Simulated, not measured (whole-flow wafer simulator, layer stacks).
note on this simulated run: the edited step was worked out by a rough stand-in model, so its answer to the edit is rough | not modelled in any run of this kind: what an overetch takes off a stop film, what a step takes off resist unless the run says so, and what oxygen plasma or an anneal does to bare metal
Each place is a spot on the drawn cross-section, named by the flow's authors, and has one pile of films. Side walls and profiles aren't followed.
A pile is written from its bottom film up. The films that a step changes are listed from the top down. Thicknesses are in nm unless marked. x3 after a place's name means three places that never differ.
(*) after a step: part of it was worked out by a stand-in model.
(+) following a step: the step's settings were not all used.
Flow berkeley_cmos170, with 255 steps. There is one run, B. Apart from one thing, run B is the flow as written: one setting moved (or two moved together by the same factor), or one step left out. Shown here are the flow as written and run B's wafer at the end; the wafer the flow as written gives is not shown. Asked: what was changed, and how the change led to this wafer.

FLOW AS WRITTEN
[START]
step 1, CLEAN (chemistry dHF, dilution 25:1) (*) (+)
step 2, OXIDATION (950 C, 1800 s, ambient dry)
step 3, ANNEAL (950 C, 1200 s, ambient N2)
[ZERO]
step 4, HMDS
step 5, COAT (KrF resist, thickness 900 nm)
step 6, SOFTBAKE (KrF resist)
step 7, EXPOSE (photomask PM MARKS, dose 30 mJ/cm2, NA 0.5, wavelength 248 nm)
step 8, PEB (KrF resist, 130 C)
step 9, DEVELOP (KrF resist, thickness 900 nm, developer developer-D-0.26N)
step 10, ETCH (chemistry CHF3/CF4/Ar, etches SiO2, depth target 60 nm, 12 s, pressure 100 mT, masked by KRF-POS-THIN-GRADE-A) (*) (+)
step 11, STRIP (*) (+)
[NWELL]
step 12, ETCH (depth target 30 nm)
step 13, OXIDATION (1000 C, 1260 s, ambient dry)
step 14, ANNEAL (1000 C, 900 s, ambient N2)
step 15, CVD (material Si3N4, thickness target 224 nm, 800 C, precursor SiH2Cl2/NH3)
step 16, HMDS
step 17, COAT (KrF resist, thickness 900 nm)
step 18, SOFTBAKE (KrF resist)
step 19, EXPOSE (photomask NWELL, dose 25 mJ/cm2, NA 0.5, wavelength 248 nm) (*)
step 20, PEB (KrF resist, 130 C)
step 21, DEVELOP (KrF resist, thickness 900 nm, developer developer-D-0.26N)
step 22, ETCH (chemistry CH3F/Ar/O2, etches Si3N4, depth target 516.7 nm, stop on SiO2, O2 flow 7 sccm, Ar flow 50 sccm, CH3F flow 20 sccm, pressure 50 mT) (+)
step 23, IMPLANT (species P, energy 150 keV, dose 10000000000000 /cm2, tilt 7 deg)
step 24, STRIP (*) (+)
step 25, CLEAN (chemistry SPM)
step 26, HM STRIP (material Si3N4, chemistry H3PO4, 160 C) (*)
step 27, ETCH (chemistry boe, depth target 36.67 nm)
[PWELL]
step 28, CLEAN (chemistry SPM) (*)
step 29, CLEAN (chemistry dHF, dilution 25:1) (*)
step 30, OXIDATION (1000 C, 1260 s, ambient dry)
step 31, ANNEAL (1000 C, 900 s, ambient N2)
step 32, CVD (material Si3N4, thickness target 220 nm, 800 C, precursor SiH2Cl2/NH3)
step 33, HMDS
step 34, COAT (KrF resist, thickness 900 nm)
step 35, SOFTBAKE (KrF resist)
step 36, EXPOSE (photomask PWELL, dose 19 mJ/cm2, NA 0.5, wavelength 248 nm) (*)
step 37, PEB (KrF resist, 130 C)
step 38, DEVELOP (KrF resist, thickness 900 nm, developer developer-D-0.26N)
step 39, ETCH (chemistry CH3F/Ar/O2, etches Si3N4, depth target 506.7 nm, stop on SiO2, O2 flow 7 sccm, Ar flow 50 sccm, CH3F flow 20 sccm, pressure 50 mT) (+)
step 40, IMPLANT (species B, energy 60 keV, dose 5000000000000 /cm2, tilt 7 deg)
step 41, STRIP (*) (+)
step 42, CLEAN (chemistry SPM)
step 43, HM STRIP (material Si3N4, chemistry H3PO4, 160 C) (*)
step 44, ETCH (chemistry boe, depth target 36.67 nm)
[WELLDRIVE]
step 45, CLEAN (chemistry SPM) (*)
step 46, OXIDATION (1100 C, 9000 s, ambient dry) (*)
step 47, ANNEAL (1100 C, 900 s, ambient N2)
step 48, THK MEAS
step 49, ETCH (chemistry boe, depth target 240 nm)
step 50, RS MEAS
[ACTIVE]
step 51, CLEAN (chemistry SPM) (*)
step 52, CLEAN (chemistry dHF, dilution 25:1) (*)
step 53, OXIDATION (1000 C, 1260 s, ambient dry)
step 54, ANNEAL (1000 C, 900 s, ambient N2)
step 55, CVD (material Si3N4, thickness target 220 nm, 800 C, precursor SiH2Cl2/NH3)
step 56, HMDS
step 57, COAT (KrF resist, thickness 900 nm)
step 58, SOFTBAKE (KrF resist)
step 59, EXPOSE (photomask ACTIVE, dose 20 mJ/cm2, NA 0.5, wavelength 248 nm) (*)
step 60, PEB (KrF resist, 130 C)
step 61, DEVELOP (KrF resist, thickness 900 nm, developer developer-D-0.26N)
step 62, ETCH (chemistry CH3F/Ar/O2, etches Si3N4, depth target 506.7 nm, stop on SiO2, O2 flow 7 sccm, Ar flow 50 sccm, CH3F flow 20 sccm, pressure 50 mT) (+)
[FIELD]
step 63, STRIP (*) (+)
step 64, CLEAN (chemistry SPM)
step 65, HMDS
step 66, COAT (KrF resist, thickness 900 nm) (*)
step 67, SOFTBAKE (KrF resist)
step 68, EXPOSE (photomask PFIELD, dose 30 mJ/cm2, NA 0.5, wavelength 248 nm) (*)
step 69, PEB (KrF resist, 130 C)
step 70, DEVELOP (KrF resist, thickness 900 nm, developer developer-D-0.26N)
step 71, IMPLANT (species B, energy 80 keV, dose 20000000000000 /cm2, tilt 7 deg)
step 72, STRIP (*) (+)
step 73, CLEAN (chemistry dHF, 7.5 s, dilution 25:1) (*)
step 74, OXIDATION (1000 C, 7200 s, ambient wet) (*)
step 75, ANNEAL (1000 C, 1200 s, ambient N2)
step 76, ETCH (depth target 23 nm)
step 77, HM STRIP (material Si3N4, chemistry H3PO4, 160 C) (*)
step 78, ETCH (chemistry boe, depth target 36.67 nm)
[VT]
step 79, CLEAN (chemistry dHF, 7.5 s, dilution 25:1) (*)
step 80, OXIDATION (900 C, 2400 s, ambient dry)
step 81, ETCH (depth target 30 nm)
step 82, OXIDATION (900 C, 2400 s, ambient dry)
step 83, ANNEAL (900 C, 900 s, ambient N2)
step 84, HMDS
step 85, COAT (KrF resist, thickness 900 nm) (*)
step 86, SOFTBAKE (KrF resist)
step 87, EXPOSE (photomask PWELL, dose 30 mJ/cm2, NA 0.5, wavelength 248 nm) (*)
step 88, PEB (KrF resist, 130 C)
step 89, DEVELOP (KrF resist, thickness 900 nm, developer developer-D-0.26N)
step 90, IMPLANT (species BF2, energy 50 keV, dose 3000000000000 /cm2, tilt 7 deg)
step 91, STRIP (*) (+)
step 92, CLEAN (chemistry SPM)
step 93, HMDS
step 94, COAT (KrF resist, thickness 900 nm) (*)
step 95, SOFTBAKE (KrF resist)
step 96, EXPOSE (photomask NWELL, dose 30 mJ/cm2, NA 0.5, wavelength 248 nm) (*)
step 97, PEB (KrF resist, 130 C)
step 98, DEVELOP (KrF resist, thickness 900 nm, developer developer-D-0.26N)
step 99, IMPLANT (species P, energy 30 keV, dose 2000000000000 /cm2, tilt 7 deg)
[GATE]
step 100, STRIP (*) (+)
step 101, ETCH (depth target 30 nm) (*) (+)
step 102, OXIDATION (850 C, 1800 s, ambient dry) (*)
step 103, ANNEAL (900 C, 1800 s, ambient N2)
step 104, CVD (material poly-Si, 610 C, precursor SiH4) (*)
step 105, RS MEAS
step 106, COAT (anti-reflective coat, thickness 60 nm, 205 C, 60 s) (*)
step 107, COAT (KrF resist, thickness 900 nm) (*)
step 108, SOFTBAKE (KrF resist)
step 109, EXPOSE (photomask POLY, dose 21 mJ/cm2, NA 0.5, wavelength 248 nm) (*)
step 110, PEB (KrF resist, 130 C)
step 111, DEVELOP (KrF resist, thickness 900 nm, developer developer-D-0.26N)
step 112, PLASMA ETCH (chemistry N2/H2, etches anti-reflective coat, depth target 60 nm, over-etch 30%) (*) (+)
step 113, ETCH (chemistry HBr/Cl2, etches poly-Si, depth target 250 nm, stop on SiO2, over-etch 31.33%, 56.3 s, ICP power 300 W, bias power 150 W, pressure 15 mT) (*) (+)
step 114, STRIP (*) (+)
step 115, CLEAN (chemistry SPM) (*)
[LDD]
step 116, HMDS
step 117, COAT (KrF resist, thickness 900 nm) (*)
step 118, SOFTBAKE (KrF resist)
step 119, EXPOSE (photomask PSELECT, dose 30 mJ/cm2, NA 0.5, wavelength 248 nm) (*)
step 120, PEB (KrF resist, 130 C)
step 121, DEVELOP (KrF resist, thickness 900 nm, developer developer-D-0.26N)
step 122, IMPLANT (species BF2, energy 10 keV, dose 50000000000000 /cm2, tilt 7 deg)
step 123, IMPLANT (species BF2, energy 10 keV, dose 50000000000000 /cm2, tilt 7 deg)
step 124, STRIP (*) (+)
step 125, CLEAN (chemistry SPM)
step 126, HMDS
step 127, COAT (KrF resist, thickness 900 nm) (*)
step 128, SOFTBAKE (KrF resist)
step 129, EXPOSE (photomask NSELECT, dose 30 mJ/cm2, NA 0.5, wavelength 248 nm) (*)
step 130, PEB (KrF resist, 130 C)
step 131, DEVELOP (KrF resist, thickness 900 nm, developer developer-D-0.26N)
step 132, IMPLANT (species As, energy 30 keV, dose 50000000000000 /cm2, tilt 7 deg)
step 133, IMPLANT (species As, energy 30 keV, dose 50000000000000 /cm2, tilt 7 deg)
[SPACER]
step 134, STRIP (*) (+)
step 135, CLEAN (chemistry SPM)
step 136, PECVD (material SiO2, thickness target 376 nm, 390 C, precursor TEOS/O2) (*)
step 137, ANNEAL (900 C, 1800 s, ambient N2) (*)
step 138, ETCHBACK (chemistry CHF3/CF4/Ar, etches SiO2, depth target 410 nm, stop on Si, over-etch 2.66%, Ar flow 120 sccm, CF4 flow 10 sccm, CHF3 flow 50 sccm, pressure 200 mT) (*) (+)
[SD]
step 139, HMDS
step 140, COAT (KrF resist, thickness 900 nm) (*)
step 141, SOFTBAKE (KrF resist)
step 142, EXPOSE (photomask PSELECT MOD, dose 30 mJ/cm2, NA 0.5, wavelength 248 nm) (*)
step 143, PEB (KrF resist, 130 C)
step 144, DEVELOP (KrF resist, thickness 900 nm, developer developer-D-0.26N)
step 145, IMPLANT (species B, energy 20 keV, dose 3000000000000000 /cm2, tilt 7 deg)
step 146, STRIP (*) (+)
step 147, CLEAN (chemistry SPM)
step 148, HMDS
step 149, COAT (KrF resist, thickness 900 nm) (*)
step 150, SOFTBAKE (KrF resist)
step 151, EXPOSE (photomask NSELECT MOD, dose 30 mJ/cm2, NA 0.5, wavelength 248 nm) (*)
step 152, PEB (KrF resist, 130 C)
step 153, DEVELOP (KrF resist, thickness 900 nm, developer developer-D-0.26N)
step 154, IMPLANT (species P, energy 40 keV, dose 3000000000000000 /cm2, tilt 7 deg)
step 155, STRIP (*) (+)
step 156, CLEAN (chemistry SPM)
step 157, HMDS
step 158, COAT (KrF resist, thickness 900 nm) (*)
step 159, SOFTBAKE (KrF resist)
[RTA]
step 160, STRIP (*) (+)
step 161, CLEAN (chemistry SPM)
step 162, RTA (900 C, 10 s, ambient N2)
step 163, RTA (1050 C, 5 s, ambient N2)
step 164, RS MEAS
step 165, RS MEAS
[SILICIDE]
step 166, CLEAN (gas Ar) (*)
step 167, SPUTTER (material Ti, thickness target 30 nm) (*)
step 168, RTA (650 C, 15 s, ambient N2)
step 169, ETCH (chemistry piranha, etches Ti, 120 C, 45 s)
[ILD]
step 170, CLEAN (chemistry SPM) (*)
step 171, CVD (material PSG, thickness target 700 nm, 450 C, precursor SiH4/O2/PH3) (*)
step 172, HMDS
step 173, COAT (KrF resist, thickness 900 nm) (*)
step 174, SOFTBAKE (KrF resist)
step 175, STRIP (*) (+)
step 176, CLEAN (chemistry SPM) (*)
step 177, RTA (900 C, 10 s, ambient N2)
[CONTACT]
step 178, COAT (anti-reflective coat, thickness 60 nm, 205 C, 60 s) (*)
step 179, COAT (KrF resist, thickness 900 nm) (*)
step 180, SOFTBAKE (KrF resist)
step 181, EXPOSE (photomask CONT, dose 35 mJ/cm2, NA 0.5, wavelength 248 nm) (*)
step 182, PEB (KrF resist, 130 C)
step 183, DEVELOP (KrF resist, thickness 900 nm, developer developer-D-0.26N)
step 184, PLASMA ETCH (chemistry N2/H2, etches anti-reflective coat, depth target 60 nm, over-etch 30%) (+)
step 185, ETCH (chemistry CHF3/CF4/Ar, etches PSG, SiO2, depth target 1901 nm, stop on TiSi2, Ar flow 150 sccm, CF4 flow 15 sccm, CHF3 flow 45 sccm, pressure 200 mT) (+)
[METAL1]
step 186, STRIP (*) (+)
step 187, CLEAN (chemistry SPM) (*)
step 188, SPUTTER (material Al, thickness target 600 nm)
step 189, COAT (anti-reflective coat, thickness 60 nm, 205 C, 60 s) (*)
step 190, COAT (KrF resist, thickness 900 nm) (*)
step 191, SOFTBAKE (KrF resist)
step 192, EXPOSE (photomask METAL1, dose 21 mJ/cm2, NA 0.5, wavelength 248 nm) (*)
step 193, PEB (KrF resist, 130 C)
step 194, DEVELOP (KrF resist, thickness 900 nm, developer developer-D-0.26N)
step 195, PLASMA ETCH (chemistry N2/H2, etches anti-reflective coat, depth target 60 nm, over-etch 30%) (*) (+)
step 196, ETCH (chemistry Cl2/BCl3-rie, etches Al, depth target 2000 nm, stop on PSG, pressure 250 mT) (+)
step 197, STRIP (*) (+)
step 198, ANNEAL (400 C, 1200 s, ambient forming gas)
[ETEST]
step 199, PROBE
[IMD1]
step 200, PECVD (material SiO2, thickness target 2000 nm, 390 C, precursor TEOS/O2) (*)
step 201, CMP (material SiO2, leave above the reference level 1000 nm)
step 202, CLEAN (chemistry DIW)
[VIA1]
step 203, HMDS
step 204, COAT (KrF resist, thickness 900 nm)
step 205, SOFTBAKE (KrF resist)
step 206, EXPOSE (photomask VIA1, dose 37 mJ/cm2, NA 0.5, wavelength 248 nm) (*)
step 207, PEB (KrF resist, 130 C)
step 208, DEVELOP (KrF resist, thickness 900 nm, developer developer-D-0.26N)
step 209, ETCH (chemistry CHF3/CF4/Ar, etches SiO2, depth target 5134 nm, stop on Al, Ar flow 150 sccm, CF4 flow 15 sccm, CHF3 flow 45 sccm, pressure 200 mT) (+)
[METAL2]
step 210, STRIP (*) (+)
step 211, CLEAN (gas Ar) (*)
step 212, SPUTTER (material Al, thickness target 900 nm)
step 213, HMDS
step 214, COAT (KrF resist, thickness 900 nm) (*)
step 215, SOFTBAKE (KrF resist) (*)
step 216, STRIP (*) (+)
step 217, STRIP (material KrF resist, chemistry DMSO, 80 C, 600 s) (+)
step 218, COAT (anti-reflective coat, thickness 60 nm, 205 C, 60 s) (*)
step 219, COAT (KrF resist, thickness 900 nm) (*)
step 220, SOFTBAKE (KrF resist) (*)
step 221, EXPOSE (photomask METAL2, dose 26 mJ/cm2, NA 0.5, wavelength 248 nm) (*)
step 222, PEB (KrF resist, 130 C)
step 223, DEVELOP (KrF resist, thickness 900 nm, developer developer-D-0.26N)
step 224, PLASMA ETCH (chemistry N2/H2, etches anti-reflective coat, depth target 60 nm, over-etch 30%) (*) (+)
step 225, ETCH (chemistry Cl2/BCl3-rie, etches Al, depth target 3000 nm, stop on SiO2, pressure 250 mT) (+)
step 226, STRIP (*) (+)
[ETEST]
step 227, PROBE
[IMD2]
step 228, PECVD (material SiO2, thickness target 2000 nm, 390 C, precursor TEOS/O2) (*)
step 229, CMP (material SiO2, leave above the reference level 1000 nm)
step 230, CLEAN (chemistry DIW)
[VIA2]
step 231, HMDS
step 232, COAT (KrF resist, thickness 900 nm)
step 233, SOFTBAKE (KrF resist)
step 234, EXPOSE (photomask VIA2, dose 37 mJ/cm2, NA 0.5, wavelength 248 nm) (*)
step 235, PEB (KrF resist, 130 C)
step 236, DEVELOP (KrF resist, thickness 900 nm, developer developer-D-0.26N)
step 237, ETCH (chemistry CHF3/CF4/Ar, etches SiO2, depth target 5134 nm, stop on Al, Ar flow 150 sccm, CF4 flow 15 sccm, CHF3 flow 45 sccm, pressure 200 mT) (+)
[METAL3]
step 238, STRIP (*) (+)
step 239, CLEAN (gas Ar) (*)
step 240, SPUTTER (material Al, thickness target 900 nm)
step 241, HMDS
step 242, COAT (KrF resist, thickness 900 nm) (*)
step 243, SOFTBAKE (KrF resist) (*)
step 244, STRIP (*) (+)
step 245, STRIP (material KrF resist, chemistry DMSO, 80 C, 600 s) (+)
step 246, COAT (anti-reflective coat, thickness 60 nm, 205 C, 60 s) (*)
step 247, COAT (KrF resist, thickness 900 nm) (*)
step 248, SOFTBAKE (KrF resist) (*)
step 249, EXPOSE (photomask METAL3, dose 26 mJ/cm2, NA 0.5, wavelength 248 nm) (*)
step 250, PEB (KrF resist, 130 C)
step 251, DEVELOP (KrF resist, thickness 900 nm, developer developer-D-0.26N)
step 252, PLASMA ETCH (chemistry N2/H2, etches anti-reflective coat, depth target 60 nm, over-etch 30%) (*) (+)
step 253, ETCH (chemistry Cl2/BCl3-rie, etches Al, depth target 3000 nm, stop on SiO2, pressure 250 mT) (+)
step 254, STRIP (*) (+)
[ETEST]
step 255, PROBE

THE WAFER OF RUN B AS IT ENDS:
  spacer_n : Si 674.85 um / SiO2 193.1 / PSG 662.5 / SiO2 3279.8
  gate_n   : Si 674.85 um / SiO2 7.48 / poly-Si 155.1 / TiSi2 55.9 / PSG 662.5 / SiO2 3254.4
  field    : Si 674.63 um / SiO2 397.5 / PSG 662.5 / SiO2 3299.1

What caused this: step 137, ANNEAL: 1080 C was run, while the flow as written has 900 C.

The path from the change to this, step by step:
  step 137, ANNEAL (900 C, 1800 s, ambient N2) (*)
      field, sd_n, spacer_n and 9 more: nothing (it would be, as written: -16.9 SiO2)
  step 138, ETCHBACK (chemistry CHF3/CF4/Ar, etches SiO2, depth target 410 nm, stop on Si, over-etch 2.66%, Ar flow 120 sccm, CF4 flow 10 sccm, CHF3 flow 50 sccm, pressure 200 mT) (*) (+)
      sd_n, sd_p, contact, m1, via1, m2, via2: -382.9 SiO2 (all of it) (it would be, as written: -366 SiO2 (all of it))
      gate_n, gate_p: -376 SiO2 (all of it), -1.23 chemical SiO2 (all of it), -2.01 poly-Si (it would be, as written: -359.1 SiO2 (all of it), -1.23 chemical SiO2 (all of it), -3.55 poly-Si)
  step 178, COAT (anti-reflective coat, thickness 60 nm, 205 C, 60 s) (*)
      sd_n: +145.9 anti-reflective coat (new film) (it would be, as written: +135.1 anti-reflective coat (new film))
      spacer_n: +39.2 anti-reflective coat (new film) (it would be, as written: +41.2 anti-reflective coat (new film))
      (as well as at 6 more places)
  step 184, PLASMA ETCH (chemistry N2/H2, etches anti-reflective coat, depth target 60 nm, over-etch 30%) (+)
      field, sd_n, spacer_n and 8 more: -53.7 KrF resist (it would be, as written: -52.6 KrF resist)
      contact: -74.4 anti-reflective coat (all of it), -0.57 PSG (it would be, as written: -72.8 anti-reflective coat (all of it), -0.56 PSG)
  step 186, STRIP (*) (+)
      sd_n: -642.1 KrF resist (all of it), -145.9 anti-reflective coat (all of it) (it would be, as written: -643.8 KrF resist (all of it), -135.1 anti-reflective coat (all of it))
      spacer_n: -595.6 KrF resist (all of it), -39.2 anti-reflective coat (all of it) (it would be, as written: -599.1 KrF resist (all of it), -41.2 anti-reflective coat (all of it))
      (as well as at 5 more places)
  step 189, COAT (anti-reflective coat, thickness 60 nm, 205 C, 60 s) (*)
      spacer_n: +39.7 anti-reflective coat (new film) (it would be, as written: +41.9 anti-reflective coat (new film))
      gate_n: +53.5 anti-reflective coat (new film) (it would be, as written: +48 anti-reflective coat (new film))
      (as well as at 4 more places)
  step 195, PLASMA ETCH (chemistry N2/H2, etches anti-reflective coat, depth target 60 nm, over-etch 30%) (*) (+)
      contact, m1, via1, m2, via2: -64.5 KrF resist (it would be, as written: -62.5 KrF resist)
      spacer_n: -39.7 anti-reflective coat (all of it) (it would be, as written: -41.9 anti-reflective coat (all of it))
      (as well as at 4 more places)
  step 197, STRIP (*) (+)
      m2: -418 KrF resist (all of it), -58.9 anti-reflective coat (all of it) (it would be, as written: -412.9 KrF resist (all of it), -61.1 anti-reflective coat (all of it))
  step 201, CMP (material SiO2, leave above the reference level 1000 nm)
      spacer_n, spacer_p: -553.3 SiO2 (it would be, as written: -536.3 SiO2)
      field: -533.9 SiO2 (it would be, as written: -517 SiO2)
